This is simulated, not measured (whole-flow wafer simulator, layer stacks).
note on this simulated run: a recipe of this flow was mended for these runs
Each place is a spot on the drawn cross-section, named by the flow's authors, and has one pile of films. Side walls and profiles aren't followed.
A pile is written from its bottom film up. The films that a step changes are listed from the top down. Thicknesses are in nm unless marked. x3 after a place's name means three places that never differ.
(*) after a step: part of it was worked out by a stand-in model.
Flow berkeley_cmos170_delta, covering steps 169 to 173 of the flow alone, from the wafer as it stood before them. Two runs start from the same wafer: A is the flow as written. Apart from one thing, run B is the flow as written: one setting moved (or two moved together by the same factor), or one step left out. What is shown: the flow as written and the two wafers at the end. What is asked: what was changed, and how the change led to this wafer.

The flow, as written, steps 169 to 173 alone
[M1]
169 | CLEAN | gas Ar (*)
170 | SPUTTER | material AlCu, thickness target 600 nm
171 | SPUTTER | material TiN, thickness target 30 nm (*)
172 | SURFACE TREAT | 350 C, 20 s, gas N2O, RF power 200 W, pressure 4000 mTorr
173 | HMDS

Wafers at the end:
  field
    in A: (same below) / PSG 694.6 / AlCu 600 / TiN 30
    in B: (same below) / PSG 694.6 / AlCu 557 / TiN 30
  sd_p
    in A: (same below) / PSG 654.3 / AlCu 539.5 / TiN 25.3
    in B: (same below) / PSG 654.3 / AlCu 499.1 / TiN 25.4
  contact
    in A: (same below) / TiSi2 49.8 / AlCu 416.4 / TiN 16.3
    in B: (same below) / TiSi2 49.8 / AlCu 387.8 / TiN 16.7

What caused this: step 170, SPUTTER: thickness target 557 nm was run, whereas the flow has thickness target 600 nm.
The wafer itself shows it: field has AlCu 557, and step 170 as written asks for 600 nm.

How this came from the change, step by step:
  170 | SPUTTER | material AlCu, thickness target 600 nm
      field, sd_n, spacer_n, gate, spacer_p, gate_p, m1: A +600 AlCu (new film) | B +557 AlCu (new film)
      sd_p: A +539.5 AlCu (new film) | B +499.1 AlCu (new film)
      (also at 1 further place)
